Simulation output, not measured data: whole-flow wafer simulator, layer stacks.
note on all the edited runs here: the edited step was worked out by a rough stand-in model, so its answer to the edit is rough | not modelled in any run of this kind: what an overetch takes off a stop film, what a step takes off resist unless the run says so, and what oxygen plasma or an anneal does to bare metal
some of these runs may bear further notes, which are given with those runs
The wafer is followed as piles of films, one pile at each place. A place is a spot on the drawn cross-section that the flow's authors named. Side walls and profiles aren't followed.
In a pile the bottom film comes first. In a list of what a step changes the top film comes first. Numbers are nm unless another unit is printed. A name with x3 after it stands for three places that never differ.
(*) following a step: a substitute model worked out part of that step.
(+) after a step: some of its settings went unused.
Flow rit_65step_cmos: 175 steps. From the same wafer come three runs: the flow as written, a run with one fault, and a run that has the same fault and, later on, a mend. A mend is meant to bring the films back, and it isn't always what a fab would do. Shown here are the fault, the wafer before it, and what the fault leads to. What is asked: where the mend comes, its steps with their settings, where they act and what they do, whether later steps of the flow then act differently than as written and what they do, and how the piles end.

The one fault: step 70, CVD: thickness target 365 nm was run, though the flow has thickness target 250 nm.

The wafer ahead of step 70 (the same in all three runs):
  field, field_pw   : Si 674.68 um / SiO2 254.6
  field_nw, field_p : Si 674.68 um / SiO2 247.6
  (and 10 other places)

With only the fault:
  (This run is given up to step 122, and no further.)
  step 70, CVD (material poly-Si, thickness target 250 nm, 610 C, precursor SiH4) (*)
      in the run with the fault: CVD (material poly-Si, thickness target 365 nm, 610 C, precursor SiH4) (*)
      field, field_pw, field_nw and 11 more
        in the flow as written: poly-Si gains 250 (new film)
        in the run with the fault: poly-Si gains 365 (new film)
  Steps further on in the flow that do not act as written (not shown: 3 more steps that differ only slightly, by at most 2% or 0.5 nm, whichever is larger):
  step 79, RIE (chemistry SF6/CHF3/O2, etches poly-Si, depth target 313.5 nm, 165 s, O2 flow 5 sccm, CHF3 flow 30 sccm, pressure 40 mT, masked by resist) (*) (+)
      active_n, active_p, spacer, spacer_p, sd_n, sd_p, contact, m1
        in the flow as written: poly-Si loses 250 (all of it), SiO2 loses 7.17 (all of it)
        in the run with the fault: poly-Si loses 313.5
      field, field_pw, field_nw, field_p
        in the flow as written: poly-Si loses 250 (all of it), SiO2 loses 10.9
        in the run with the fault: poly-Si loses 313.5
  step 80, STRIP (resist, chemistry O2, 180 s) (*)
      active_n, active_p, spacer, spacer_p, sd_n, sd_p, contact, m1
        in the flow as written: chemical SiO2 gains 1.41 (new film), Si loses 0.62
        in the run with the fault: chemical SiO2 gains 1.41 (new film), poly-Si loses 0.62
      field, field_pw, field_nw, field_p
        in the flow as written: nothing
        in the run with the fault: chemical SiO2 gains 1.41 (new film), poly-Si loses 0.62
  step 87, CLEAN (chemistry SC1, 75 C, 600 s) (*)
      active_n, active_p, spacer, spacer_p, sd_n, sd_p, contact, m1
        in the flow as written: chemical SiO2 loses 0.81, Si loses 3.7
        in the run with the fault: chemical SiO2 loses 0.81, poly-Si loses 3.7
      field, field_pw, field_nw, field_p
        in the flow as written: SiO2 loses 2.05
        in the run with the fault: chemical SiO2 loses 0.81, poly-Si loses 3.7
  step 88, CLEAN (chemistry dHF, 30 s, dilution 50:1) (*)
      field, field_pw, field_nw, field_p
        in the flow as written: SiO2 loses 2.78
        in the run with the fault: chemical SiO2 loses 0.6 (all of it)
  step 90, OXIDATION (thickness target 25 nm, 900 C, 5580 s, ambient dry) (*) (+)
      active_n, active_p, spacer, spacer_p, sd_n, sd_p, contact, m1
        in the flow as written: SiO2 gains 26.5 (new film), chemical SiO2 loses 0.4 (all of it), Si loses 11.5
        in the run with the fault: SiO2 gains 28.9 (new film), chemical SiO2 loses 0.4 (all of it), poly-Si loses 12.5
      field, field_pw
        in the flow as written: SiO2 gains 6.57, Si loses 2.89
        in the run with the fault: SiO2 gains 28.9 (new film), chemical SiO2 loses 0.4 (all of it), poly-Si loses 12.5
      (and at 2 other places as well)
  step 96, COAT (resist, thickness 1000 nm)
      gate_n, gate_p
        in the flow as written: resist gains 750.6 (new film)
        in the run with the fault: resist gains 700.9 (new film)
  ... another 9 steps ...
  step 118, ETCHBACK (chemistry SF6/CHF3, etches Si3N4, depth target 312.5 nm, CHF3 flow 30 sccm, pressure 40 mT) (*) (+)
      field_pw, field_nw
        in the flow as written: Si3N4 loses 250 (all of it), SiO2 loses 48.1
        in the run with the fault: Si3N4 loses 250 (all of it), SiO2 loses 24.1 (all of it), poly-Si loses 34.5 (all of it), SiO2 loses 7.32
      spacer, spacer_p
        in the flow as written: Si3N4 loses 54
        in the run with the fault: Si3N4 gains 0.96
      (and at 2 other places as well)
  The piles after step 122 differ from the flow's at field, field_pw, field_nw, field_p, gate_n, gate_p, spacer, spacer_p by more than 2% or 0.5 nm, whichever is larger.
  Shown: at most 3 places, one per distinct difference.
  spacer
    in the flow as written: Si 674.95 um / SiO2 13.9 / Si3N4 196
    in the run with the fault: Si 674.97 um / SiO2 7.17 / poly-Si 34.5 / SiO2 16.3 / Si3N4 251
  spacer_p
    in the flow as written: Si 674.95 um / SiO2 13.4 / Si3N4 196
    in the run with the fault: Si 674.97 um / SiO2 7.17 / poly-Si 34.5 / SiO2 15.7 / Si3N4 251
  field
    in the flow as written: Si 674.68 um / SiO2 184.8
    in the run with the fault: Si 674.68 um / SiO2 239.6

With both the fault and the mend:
  The mend follows step 71.
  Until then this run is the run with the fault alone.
  step 71a, ETCH (chemistry tmah, depth target 115 nm)
      field, field_pw, field_nw and 11 more
        poly-Si loses 115
  Every later step of the flow that is run acts as written at every place that is followed.
  At every place that both follow, the piles at the end match the flow's.
